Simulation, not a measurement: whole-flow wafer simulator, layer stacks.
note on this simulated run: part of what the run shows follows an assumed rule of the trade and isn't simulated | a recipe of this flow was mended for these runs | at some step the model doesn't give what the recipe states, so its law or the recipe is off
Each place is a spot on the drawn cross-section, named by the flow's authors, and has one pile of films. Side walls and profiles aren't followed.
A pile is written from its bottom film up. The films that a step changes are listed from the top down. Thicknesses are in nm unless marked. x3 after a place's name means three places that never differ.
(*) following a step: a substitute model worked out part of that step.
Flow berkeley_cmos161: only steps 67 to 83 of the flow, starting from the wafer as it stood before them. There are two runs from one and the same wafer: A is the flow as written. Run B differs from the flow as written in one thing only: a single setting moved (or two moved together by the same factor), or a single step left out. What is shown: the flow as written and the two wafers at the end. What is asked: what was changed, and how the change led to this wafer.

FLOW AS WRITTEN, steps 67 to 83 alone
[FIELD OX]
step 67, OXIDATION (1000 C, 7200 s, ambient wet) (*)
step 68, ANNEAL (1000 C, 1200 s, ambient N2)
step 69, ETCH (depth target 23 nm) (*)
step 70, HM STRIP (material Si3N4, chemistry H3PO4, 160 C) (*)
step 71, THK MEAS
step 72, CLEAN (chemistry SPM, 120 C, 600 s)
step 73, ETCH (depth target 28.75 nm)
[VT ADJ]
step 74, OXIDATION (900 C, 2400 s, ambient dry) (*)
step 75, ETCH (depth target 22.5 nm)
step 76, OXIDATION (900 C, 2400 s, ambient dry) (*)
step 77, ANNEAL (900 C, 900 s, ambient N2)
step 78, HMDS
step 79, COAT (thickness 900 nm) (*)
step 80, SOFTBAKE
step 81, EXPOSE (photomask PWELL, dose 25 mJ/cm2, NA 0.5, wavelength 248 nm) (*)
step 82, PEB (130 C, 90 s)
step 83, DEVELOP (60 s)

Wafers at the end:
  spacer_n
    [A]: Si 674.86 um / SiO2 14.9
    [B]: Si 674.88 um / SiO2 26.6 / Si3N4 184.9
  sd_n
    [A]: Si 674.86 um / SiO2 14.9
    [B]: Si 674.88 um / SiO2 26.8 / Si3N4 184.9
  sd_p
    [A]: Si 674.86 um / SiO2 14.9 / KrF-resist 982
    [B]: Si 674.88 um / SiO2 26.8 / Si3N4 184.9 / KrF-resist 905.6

The reason: step 69, ETCH: depth target 8 nm was run, though the flow has depth target 23 nm.

How this came from the change, step by step:
  step 69, ETCH (depth target 23 nm) (*)
      sd_n, spacer_n, gate_n, sd_p, spacer_p, gate_p, contact, m1: A SiO2 loses 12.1 (all of it), Si3N4 loses 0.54 | B SiO2 loses 8
      field: A SiO2 loses 23 | B SiO2 loses 8
  step 70, HM STRIP (material Si3N4, chemistry H3PO4, 160 C) (*)
      sd_n, spacer_n, gate_n, sd_p, spacer_p, gate_p, contact, m1: A Si3N4 loses 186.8 (all of it), SiO2 loses 8.69 | B nothing
      field: A SiO2 loses 14.5 | B nothing
  step 73, ETCH (depth target 28.75 nm)
      spacer_n, gate_n, spacer_p, gate_p, contact, m1: A SiO2 loses 17.9 (all of it) | B SiO2 loses 4.14 (all of it), Si3N4 loses 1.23
      sd_n, sd_p: A SiO2 loses 18.1 (all of it) | B SiO2 loses 4.14 (all of it), Si3N4 loses 1.23
  step 74, OXIDATION (900 C, 2400 s, ambient dry) (*)
      sd_n, spacer_n, gate_n, sd_p, spacer_p, gate_p, contact, m1: A SiO2 gains 14.9 (new film), Si loses 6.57 | B nothing
  step 75, ETCH (depth target 22.5 nm)
      sd_n, spacer_n, gate_n, sd_p, spacer_p, gate_p, contact, m1: A SiO2 loses 14.9 (all of it) | B Si3N4 loses 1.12
  step 76, OXIDATION (900 C, 2400 s, ambient dry) (*)
      sd_n, spacer_n, gate_n, sd_p, spacer_p, gate_p, contact, m1: A SiO2 gains 14.9 (new film), Si loses 6.57 | B nothing
  step 79, COAT (thickness 900 nm) (*)
      field: A KrF-resist gains 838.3 (new film) | B KrF-resist gains 885.6 (new film)
      sd_n: A KrF-resist gains 1020.9 (new film) | B KrF-resist gains 927.2 (new film)
      (and at 7 other places as well)
  step 83, DEVELOP (60 s)
      field: A KrF-resist loses 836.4 (all of it) | B KrF-resist loses 883.5 (all of it)
      sd_n: A KrF-resist loses 1018.4 (all of it) | B KrF-resist loses 925 (all of it)
      (and at 4 other places as well)
